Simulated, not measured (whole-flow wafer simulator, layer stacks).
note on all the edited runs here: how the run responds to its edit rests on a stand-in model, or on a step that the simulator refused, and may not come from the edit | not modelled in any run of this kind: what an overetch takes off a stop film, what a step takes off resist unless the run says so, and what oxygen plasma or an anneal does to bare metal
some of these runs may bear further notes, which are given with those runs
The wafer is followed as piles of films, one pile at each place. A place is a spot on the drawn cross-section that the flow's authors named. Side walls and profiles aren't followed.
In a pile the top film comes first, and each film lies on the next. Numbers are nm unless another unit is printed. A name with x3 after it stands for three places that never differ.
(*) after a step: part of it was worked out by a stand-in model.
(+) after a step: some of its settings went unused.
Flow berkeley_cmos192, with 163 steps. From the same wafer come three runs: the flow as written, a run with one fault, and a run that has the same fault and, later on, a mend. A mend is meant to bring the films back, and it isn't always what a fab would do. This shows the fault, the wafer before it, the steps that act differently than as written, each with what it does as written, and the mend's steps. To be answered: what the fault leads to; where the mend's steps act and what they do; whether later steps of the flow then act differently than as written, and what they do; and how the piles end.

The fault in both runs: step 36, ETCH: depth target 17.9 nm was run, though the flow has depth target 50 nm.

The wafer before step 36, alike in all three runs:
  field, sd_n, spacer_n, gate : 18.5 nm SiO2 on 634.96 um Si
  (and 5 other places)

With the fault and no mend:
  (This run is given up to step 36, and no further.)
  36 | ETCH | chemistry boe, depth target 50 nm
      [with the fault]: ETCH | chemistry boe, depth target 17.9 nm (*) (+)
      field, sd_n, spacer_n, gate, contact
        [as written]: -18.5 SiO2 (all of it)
        [with the fault]: -17.9 SiO2
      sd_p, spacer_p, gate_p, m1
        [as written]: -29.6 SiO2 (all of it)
        [with the fault]: -17.9 SiO2
  Once step 36 is done, the piles at field, sd_n, spacer_n and 6 more depart from the flow's by more than 2% or 0.5 nm, whichever is larger.
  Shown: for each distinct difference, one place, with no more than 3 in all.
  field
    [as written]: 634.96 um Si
    [with the fault]: 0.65 nm SiO2 on 634.96 um Si
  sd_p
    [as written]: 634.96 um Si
    [with the fault]: 11.7 nm SiO2 on 634.96 um Si

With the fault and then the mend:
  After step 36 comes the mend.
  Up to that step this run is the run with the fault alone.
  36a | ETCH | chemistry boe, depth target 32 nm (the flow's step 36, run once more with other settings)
      field, sd_n, spacer_n, gate, contact
        -0.65 SiO2 (all of it)
      sd_p, spacer_p, gate_p, m1
        -11.7 SiO2 (all of it)
  Later steps of the flow that are run all act as written at every place that is followed.
  At every place that both follow, the piles at the end match the flow's.
